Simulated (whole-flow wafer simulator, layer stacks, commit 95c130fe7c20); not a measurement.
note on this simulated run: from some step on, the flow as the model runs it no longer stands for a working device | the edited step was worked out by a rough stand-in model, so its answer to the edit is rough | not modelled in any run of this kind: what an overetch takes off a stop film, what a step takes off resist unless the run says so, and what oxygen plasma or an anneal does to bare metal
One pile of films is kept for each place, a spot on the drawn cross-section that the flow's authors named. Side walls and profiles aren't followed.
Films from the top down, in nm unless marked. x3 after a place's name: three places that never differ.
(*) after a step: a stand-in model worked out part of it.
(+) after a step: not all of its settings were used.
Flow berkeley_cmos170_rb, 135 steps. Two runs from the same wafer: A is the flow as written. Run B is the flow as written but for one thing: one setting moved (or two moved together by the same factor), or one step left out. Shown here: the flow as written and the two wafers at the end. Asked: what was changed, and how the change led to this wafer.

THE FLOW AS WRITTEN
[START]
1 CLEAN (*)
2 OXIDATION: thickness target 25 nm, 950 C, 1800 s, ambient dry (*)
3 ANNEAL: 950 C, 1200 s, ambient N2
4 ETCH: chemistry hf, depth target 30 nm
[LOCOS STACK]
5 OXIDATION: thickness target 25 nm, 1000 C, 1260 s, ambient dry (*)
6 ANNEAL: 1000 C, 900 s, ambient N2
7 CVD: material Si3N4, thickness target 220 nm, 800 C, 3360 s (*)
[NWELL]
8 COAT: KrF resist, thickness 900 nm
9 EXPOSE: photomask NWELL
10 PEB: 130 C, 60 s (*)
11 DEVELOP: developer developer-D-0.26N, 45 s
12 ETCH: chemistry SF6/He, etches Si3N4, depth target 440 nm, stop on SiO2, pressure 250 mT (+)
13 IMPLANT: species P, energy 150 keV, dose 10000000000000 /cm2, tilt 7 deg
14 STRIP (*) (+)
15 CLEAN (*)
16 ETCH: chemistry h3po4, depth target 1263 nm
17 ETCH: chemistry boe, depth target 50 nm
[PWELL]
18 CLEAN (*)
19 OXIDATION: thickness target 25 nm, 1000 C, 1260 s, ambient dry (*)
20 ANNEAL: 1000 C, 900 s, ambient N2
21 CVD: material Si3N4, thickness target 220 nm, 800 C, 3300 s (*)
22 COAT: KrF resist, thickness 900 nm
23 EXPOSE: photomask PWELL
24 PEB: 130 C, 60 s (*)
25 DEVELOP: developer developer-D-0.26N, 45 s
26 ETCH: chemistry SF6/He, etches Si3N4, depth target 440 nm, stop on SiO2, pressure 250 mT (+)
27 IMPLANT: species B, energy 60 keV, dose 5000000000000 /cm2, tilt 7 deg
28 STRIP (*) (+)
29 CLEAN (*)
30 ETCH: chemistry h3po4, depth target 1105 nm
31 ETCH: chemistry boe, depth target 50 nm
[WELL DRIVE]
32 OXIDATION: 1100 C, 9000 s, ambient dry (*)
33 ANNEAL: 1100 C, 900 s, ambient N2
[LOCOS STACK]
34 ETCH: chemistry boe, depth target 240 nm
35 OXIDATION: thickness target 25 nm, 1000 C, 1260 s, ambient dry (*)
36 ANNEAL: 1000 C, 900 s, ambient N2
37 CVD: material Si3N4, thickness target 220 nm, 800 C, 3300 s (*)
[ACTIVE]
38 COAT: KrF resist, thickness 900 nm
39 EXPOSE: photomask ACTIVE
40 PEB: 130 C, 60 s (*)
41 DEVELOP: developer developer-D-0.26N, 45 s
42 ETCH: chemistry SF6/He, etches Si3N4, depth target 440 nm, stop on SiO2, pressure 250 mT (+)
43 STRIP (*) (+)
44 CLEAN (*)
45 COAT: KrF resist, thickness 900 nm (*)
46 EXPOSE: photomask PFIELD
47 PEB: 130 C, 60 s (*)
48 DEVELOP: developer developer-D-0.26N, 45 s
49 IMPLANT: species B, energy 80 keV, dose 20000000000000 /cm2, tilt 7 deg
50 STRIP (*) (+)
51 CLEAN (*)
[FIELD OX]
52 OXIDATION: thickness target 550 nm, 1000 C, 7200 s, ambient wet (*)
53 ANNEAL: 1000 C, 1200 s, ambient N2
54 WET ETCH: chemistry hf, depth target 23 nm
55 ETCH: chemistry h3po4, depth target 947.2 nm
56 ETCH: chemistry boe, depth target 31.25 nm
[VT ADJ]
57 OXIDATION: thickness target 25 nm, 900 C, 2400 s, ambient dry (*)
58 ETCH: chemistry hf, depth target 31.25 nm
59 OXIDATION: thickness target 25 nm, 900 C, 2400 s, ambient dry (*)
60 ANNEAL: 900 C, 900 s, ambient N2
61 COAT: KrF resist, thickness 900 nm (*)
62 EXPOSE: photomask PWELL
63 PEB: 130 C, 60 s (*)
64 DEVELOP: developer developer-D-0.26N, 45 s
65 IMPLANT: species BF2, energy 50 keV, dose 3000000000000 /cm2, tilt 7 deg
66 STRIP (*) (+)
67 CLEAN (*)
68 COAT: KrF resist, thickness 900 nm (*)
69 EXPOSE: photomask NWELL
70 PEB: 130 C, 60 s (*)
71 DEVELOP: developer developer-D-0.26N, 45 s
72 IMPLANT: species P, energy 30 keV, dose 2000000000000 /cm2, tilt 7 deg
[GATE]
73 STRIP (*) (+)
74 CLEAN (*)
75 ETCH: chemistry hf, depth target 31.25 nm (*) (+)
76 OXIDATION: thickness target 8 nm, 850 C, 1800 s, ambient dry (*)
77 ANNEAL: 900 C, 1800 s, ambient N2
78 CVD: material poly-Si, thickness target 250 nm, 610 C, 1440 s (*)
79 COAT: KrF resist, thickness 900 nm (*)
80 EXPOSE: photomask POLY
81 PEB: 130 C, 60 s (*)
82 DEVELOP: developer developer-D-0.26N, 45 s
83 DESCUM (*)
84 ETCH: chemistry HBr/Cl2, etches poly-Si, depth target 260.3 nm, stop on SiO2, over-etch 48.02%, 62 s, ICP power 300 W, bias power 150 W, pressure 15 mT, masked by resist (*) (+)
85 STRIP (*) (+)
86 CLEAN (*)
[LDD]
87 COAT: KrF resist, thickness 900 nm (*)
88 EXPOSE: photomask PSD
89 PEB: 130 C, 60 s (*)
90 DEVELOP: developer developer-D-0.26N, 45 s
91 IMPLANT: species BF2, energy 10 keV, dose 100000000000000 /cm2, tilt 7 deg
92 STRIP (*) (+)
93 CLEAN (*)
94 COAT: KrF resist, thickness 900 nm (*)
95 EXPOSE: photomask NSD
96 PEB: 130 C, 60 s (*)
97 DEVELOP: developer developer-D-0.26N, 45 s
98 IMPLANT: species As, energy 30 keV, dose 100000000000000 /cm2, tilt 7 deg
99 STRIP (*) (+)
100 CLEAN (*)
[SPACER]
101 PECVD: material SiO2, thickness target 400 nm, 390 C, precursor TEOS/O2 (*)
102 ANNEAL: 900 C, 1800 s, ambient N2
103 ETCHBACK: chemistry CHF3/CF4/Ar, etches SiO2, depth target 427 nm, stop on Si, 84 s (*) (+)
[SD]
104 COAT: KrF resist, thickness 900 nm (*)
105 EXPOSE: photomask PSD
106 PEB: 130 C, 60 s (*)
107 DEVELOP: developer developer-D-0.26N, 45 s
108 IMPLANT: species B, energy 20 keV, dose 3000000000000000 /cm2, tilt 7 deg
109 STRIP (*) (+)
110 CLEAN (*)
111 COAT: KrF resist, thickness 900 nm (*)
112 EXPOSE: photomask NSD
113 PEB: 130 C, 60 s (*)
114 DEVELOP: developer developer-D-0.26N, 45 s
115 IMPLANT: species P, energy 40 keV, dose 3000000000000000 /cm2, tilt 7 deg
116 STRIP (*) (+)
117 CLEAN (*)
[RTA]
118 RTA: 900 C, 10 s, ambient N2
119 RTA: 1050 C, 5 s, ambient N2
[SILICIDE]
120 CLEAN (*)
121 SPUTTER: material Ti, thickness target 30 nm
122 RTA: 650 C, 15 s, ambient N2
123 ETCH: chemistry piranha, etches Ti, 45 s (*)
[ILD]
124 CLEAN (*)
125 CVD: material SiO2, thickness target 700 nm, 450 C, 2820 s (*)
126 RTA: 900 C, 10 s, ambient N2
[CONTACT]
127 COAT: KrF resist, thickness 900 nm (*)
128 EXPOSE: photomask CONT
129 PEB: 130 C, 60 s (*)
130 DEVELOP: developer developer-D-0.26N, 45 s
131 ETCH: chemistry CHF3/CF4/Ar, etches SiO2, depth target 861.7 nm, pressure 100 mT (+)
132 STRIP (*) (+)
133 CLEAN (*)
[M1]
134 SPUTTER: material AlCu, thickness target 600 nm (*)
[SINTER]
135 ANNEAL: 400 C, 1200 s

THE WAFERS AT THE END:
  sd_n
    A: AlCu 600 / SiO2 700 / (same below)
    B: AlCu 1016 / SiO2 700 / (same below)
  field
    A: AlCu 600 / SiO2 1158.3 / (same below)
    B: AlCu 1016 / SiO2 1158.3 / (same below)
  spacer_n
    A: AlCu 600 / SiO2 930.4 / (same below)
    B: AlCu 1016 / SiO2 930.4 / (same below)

The cause: step 134, SPUTTER: thickness target 1016 nm was run, where the flow has thickness target 600 nm.
It can be read off the wafer: sd_n has AlCu 1016, and step 134 as written asks for 600 nm.

How the change led to this, step by step:
  134 SPUTTER: material AlCu, thickness target 600 nm (*)
      field, sd_n, spacer_n, gate, spacer_p, gate_p, m1: A AlCu +600 (new film) | B AlCu +1016 (new film)
      sd_p: A AlCu +545.9 (new film) | B AlCu +948.5 (new film)
      (and at 1 more place)
